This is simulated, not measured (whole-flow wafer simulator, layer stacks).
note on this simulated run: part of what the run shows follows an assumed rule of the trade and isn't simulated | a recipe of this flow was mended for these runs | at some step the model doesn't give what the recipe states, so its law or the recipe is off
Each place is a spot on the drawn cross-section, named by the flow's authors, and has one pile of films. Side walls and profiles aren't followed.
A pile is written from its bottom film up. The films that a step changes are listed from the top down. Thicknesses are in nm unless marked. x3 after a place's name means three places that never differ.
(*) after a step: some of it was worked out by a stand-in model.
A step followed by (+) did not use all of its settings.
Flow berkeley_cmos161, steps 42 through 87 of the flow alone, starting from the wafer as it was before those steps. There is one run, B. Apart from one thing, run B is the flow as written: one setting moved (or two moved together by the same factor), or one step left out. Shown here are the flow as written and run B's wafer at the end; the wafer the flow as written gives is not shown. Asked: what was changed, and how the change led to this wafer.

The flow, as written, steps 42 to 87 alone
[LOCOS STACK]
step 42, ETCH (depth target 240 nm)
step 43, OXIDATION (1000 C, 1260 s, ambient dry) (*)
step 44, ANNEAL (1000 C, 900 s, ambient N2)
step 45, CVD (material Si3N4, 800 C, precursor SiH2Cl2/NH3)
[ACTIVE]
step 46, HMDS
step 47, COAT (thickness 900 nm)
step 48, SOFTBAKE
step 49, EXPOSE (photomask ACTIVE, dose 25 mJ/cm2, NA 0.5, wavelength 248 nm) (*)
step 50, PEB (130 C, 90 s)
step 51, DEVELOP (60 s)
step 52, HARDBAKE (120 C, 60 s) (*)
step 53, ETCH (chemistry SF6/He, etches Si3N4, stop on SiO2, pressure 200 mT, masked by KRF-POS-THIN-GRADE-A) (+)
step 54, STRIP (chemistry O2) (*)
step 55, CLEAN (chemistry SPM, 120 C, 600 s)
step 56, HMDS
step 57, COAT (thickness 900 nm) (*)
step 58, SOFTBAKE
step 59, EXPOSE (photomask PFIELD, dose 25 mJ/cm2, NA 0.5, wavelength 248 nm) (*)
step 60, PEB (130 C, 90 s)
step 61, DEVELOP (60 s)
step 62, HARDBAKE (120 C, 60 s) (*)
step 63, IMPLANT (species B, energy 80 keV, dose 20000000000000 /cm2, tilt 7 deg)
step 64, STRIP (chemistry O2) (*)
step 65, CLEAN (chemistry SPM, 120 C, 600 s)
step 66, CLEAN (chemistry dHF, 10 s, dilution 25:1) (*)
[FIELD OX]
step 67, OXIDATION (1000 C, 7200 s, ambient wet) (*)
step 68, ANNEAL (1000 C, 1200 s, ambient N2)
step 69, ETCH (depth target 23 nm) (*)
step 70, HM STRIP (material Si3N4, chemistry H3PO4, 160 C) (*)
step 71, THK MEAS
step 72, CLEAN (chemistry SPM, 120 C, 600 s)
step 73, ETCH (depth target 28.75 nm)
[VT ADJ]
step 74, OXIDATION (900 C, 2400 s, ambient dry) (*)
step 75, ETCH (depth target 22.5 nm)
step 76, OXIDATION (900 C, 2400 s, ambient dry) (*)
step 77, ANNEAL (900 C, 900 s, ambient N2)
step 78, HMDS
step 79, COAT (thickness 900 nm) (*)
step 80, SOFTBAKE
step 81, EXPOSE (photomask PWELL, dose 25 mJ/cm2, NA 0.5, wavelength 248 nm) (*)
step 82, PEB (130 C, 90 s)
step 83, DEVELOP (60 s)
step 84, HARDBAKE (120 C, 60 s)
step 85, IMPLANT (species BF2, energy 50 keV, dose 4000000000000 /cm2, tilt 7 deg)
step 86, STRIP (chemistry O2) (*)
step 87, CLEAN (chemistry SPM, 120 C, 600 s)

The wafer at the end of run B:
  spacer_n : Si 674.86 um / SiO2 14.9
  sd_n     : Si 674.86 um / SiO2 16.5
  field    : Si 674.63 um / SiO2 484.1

Cause: step 43, OXIDATION: 3780 s was run, though the flow has 1260 s.

The path from the change to this, step by step:
  step 43, OXIDATION (1000 C, 1260 s, ambient dry) (*)
      field, sd_n, spacer_n and 6 more: +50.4 SiO2 (new film), -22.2 Si (it would be, as written: +26.6 SiO2 (new film), -11.7 Si)
  step 67, OXIDATION (1000 C, 7200 s, ambient wet) (*)
      field: +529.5 SiO2, -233 Si (it would be, as written: +545.5 SiO2, -240 Si)
      sd_n: +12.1 SiO2 (new film), -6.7 Si3N4, +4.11 SiO2, -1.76 Si (it would be, as written: +12.1 SiO2 (new film), -6.7 Si3N4, +0.25 SiO2, -0.15 Si)
      (and at 1 other place as well)
  step 73, ETCH (depth target 28.75 nm)
      spacer_n, gate_n, spacer_p, gate_p, m1: -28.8 SiO2 (it would be, as written: -17.9 SiO2 (all of it))
      sd_n, sd_p: -28.8 SiO2 (it would be, as written: -18.1 SiO2 (all of it))
      (and at 1 other place as well)
  step 74, OXIDATION (900 C, 2400 s, ambient dry) (*)
      spacer_n, gate_n, spacer_p, gate_p, contact, m1: +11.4 SiO2, -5 Si (it would be, as written: +14.9 SiO2 (new film), -6.57 Si)
      sd_n: +10.6 SiO2, -4.68 Si (it would be, as written: +14.9 SiO2 (new film), -6.57 Si)
      (and at 1 other place as well)
  step 75, ETCH (depth target 22.5 nm)
      sd_n, spacer_n, gate_n, sd_p, spacer_p, gate_p, contact, m1: -22.5 SiO2 (it would be, as written: -14.9 SiO2 (all of it))
  step 76, OXIDATION (900 C, 2400 s, ambient dry) (*)
      spacer_n, gate_n, spacer_p, gate_p, contact, m1: +13.1 SiO2, -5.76 Si (it would be, as written: +14.9 SiO2 (new film), -6.57 Si)
      sd_n: +11.3 SiO2, -4.96 Si (it would be, as written: +14.9 SiO2 (new film), -6.57 Si)
      (and at 1 other place as well)
